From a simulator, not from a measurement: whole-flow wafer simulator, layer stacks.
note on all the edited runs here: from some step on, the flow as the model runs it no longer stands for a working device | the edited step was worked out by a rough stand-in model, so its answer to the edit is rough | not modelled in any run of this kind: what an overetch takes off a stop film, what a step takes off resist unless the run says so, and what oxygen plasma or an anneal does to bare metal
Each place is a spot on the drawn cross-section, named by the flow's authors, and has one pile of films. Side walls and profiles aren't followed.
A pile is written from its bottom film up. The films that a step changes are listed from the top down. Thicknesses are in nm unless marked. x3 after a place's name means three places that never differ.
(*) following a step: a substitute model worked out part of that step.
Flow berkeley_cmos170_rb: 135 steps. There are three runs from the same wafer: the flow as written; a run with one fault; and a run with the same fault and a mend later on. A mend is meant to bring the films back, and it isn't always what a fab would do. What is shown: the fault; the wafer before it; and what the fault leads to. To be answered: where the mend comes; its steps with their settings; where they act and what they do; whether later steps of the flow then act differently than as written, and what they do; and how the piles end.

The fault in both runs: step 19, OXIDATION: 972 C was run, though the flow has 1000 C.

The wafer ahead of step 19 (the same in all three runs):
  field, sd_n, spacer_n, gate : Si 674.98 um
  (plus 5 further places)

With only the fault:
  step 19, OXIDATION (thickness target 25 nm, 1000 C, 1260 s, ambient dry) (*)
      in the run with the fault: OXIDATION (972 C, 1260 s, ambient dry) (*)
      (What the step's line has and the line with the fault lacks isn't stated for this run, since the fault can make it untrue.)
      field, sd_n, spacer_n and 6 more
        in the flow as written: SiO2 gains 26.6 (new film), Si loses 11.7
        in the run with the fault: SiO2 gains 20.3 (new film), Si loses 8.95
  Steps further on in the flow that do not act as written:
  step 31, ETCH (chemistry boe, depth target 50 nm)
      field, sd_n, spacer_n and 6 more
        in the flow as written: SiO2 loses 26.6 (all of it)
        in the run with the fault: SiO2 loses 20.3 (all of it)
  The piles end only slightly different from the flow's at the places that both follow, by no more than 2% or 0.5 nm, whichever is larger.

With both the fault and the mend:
  After step 20 comes the mend.
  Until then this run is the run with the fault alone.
  step 20a, OXIDATION (1000 C, 394 s, ambient dry) (*) (a further turn of the flow's step 19, with different settings)
      field, sd_n, spacer_n and 6 more
        SiO2 gains 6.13, Si loses 2.7
  None of the later steps of the flow differs from how it acts as written, at any place that is followed, by more than 2% or 0.5 nm, whichever is larger.
  The piles end the same as the flow's at every place that both follow.
